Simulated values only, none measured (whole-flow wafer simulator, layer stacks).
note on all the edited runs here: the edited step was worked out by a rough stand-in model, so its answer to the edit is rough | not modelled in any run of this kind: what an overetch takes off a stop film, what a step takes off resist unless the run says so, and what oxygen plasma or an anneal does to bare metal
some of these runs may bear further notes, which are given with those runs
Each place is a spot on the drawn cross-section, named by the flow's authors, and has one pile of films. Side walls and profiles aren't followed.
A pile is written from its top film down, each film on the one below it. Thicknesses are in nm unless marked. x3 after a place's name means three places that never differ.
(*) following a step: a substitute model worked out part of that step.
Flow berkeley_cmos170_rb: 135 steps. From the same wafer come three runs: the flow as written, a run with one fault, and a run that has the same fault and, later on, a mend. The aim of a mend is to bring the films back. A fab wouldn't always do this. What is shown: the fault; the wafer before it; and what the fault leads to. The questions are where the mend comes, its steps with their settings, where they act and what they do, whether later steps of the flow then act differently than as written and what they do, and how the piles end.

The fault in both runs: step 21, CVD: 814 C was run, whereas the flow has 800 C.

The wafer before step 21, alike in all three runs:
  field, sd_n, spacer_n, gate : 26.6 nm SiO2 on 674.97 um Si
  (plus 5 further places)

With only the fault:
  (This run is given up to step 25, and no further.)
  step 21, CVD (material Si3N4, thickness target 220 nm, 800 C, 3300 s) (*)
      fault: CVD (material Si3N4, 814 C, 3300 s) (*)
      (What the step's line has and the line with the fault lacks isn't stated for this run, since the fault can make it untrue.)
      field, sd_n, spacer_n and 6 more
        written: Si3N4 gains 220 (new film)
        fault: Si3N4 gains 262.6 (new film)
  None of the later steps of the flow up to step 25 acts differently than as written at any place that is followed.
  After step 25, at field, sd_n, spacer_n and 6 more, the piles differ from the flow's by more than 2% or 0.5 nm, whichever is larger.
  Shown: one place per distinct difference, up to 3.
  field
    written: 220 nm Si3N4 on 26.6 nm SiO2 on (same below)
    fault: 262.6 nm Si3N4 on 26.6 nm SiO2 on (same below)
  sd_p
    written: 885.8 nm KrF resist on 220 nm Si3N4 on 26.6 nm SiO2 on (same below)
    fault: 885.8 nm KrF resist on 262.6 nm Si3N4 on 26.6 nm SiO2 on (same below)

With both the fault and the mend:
  The mend stands after step 21.
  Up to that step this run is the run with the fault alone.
  step 21a, ETCH (chemistry h3po4, depth target 301.8 nm) (a further turn of the flow's step 16, with different settings)
      field, sd_n, spacer_n and 6 more
        Si3N4 loses 262.6 (all of it)
  step 21b, CLEAN (*) (a further turn of the flow's step 18)
      alters no film at any place that is followed
  step 21c, CVD (material Si3N4, thickness target 220 nm, 800 C, 3300 s) (*) (a further turn of the flow's step 21)
      field, sd_n, spacer_n and 6 more
        Si3N4 gains 220 (new film)
  None of the later steps of the flow acts differently than as written at any place that is followed.
  At every place that both follow, the piles at the end match the flow's.
